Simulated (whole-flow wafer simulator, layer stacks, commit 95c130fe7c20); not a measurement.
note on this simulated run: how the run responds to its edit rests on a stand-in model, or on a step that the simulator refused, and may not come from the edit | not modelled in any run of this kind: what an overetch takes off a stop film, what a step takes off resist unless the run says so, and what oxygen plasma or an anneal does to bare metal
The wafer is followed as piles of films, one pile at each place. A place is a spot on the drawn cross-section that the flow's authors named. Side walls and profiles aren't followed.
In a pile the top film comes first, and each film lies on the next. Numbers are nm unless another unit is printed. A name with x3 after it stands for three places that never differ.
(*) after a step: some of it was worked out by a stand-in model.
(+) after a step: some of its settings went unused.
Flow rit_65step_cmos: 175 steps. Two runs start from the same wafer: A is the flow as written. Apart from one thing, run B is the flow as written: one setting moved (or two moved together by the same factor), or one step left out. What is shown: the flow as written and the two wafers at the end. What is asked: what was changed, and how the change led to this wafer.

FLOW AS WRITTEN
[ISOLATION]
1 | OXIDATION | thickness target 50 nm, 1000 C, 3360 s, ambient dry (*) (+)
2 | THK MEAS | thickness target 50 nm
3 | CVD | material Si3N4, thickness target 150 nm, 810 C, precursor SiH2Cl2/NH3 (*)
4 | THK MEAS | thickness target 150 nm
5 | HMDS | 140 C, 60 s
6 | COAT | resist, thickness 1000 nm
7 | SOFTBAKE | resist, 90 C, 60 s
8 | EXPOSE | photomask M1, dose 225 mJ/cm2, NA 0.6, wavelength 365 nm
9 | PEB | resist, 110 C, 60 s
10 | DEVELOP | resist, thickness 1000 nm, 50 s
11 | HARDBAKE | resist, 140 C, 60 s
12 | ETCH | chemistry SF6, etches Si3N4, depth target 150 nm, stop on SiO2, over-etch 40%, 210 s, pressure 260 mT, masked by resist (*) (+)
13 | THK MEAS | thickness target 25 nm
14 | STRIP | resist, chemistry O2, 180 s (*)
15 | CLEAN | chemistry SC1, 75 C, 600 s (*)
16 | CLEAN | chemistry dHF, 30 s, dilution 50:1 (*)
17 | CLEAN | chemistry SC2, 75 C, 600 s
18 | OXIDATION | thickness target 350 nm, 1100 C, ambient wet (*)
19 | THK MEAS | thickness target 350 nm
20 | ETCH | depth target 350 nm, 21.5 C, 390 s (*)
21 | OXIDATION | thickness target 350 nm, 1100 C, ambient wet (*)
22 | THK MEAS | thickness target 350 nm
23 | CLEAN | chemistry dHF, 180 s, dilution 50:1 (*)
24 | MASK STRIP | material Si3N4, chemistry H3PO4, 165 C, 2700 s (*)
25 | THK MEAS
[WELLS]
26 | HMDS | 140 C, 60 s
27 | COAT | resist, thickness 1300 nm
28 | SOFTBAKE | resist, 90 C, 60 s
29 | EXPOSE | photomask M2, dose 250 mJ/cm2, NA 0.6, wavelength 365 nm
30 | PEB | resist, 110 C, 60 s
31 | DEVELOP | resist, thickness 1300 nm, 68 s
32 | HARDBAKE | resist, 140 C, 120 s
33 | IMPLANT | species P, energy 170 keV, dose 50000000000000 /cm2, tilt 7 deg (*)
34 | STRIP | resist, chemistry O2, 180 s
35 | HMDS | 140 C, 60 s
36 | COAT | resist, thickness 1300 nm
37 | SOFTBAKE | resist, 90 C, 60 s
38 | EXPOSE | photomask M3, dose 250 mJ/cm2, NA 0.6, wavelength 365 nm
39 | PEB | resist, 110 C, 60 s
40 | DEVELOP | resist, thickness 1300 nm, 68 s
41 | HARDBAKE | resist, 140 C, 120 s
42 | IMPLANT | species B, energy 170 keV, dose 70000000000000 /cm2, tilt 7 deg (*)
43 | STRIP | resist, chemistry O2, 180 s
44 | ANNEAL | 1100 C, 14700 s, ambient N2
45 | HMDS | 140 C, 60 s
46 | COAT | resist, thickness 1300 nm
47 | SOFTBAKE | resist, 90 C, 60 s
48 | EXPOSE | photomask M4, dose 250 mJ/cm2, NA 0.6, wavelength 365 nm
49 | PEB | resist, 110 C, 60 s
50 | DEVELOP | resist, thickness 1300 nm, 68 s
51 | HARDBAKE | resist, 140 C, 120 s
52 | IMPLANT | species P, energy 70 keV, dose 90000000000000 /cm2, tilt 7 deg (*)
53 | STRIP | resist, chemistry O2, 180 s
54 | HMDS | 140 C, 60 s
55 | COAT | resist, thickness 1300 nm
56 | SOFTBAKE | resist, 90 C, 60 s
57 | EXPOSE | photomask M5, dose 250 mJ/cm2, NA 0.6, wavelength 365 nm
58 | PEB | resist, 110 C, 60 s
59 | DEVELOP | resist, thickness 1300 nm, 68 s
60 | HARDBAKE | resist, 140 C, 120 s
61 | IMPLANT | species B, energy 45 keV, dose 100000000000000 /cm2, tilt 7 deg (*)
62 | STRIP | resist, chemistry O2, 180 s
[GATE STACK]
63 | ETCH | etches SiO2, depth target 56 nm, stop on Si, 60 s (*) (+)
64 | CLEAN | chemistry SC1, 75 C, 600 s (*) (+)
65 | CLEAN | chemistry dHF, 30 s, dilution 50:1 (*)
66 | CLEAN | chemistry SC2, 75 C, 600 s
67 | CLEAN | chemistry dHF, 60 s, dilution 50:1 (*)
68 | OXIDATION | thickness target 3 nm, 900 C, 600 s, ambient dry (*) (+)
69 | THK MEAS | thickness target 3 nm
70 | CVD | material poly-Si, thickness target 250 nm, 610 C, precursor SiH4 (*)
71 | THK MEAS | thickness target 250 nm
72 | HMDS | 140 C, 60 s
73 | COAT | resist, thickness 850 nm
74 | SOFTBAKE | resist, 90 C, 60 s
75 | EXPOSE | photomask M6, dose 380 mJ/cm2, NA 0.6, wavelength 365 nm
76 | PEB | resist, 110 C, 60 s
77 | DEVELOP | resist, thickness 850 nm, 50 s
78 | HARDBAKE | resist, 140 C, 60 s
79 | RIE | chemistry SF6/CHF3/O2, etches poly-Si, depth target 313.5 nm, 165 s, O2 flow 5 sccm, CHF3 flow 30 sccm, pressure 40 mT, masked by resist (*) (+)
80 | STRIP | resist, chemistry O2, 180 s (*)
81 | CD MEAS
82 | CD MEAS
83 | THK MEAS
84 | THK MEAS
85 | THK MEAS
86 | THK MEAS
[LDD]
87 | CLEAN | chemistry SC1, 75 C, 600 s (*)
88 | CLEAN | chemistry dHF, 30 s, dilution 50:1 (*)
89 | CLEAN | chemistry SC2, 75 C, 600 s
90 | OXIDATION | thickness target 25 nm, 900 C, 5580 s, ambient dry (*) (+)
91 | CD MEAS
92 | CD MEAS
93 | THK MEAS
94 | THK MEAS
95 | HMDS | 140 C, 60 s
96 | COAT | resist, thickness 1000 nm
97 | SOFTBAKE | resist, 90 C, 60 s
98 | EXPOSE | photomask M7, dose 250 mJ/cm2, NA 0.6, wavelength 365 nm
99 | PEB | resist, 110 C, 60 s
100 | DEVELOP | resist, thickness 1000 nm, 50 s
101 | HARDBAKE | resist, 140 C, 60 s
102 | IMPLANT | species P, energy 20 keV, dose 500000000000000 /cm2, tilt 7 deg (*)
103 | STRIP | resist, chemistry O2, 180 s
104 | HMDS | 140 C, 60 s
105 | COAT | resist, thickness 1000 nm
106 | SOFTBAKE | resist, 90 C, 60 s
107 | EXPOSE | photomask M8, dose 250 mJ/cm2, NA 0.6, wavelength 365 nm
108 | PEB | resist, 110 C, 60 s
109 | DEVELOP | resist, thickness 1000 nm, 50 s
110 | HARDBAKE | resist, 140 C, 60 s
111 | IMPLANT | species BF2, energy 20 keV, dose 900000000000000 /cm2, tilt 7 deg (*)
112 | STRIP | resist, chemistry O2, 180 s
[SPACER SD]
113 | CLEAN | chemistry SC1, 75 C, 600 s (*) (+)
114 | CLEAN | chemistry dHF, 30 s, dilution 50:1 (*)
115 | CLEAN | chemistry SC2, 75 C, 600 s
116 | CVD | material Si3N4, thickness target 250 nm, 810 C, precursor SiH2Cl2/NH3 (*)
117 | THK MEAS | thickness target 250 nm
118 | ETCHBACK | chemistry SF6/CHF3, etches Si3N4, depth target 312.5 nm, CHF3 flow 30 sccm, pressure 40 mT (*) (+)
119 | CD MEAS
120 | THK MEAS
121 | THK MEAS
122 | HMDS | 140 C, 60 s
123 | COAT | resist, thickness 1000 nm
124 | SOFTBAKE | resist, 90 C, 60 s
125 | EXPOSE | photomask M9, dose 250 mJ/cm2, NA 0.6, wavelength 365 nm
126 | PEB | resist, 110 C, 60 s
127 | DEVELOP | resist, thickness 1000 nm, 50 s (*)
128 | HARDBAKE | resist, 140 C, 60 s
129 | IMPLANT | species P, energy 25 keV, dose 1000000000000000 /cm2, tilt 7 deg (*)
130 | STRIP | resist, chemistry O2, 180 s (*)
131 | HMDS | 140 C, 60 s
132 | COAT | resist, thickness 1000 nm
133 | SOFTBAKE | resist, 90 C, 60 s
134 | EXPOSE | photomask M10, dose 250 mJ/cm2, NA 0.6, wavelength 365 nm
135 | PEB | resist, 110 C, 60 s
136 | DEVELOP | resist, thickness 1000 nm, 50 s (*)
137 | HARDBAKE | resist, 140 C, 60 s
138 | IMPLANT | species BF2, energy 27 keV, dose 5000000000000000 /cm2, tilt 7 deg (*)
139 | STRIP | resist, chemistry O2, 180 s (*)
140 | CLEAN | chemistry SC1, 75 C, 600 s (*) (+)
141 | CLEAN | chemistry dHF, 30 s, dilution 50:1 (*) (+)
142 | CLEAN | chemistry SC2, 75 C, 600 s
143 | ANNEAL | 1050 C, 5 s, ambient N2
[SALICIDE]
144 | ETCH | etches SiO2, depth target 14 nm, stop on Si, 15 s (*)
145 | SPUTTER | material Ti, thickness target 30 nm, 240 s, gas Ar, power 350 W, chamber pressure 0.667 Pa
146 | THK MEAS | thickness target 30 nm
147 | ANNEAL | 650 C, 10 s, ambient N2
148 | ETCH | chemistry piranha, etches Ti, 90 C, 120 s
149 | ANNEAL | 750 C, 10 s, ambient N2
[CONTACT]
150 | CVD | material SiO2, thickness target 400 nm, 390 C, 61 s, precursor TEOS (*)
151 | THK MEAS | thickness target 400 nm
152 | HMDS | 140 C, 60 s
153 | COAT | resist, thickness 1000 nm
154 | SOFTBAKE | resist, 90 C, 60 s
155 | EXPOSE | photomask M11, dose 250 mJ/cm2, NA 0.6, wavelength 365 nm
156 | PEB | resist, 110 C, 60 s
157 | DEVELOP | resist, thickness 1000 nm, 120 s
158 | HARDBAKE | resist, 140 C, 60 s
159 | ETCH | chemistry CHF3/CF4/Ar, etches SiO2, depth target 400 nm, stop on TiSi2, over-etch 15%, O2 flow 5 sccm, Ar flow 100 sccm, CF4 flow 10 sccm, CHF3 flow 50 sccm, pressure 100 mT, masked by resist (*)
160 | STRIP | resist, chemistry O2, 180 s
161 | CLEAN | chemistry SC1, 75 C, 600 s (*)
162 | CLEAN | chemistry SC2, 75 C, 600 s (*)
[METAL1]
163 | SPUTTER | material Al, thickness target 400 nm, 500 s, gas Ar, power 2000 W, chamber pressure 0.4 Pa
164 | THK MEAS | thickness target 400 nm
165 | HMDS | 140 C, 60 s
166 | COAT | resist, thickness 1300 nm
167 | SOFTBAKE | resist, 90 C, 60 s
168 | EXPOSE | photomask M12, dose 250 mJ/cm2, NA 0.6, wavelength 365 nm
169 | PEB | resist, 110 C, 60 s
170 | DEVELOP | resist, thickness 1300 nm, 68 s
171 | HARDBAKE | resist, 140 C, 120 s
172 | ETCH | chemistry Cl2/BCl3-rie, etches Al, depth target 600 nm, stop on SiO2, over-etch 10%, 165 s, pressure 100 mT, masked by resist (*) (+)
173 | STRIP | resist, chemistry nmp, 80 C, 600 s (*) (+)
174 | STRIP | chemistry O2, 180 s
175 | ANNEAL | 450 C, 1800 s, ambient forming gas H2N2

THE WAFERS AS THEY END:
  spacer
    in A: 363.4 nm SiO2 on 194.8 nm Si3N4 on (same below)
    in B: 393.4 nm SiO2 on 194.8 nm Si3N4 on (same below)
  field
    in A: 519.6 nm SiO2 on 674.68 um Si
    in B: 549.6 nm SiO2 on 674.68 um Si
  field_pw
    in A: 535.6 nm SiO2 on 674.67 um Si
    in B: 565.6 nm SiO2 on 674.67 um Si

What caused this: step 163, SPUTTER: 800 s was run, whereas the flow has 500 s.

How this came from the change, step by step:
  163 | SPUTTER | material Al, thickness target 400 nm, 500 s, gas Ar, power 2000 W, chamber pressure 0.4 Pa
      field, field_pw, field_p, spacer, spacer_p: A Al gains 400 (new film) | B Al gains 640 (new film)
      gate_n, gate_p: A Al gains 396 (new film) | B Al gains 572.3 (new film)
      (also at 1 further place)
  166 | COAT | resist, thickness 1300 nm
      gate_n: A resist gains 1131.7 (new film) | B resist gains 1198.2 (new film)
      gate_p: A resist gains 1135.6 (new film) | B resist gains 1201.4 (new film)
  169 | PEB | resist, 110 C, 60 s
      gate_n: A resist loses 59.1 | B resist loses 62.8
      gate_p: A resist loses 59.3 | B resist loses 62.9
  170 | DEVELOP | resist, thickness 1300 nm, 68 s
      gate_n: A resist loses 1072.6 (all of it) | B resist loses 1135.4 (all of it)
      gate_p: A resist loses 1076.3 (all of it) | B resist loses 1138.5 (all of it)
  172 | ETCH | chemistry Cl2/BCl3-rie, etches Al, depth target 600 nm, stop on SiO2, over-etch 10%, 165 s, pressure 100 mT, masked by resist (*) (+)
      field, field_pw, field_p, spacer, spacer_p: A Al loses 400 (all of it), SiO2 loses 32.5 | B Al loses 640 (all of it), SiO2 loses 2.5
      gate_n, gate_p: A Al loses 396 (all of it), SiO2 loses 33 | B Al loses 572.3 (all of it), SiO2 loses 11
      (also at 1 further place)
